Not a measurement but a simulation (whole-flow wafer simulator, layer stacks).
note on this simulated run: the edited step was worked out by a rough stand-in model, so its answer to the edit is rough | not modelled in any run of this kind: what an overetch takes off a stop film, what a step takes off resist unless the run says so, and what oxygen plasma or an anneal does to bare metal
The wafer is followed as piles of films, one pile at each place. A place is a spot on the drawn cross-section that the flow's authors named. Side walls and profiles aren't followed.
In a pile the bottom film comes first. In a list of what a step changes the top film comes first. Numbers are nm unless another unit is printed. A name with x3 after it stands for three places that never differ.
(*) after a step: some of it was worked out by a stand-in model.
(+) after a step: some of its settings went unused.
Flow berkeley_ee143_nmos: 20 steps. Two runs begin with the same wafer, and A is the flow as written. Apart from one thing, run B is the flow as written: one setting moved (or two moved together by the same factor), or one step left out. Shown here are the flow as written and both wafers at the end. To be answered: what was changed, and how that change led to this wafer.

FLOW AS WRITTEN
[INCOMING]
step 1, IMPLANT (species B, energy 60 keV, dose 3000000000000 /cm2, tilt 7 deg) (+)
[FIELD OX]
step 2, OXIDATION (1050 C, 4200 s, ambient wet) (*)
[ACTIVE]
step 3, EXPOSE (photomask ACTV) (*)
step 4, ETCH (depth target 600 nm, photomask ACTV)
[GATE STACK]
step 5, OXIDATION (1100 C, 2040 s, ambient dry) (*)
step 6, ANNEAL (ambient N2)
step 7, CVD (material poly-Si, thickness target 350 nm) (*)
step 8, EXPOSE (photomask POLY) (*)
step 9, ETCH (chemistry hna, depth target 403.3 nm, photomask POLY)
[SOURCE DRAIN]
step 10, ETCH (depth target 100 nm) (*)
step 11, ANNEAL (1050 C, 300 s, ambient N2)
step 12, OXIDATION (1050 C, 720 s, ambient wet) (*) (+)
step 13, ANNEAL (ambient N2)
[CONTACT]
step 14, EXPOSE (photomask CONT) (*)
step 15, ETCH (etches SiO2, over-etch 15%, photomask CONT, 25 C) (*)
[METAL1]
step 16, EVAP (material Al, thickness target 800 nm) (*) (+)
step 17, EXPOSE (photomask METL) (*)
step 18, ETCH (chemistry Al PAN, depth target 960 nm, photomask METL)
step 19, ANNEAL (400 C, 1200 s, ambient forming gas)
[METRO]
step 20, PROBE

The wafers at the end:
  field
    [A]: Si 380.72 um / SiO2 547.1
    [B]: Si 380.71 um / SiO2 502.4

The reason: step 10, ETCH: depth target 150 nm was run, though the flow has depth target 100 nm.

The path from the change to this, step by step:
  step 10, ETCH (depth target 100 nm) (*)
      field: A SiO2 loses 100 | B SiO2 loses 150
  step 12, OXIDATION (1050 C, 720 s, ambient wet) (*) (+)
      field: A SiO2 gains 69.1, Si loses 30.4 | B SiO2 gains 74.5, Si loses 32.8
